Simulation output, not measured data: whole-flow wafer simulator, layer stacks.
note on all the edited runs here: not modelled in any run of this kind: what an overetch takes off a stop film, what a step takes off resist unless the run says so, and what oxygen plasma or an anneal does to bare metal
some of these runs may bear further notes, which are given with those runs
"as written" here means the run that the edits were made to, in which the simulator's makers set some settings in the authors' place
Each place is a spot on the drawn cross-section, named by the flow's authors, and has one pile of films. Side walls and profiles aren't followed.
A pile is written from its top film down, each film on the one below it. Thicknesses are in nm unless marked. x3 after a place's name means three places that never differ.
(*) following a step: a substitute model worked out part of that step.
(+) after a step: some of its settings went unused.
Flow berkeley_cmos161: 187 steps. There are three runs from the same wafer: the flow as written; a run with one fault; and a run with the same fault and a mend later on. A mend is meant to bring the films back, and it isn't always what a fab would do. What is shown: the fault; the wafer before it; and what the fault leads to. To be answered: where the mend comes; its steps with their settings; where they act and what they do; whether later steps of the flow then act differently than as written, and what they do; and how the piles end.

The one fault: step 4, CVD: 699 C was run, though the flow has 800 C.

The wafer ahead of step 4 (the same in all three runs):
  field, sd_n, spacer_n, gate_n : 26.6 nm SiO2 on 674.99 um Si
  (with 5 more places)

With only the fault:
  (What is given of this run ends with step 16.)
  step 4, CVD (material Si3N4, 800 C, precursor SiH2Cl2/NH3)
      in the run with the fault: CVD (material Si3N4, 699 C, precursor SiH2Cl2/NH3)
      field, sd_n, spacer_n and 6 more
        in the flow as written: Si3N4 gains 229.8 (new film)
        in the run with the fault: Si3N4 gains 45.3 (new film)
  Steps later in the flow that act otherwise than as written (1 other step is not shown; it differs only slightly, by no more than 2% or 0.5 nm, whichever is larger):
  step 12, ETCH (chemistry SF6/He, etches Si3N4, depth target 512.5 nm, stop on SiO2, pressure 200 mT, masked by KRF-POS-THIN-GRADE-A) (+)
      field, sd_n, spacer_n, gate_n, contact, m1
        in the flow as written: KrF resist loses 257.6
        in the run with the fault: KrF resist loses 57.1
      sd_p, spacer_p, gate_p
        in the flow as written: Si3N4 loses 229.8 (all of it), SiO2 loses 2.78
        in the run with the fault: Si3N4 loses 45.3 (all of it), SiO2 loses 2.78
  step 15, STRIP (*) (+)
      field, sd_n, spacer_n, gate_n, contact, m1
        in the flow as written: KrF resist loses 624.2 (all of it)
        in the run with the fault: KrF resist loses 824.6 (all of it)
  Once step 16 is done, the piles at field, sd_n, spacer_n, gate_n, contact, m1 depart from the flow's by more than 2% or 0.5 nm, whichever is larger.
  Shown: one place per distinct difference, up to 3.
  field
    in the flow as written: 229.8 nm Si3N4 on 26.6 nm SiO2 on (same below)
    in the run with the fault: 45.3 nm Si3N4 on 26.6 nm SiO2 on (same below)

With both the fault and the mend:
  The mend follows step 4.
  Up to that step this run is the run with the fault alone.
  step 4a, CVD (material Si3N4, 800 C, precursor SiH2Cl2/NH3) (the flow's step 4 again, with other settings that aren't printed)
      field, sd_n, spacer_n and 6 more
        Si3N4 gains 184.5
  Every later step of the flow that is run acts as written at every place that is followed.
  By the end, the piles equal the flow's at every place that both follow.
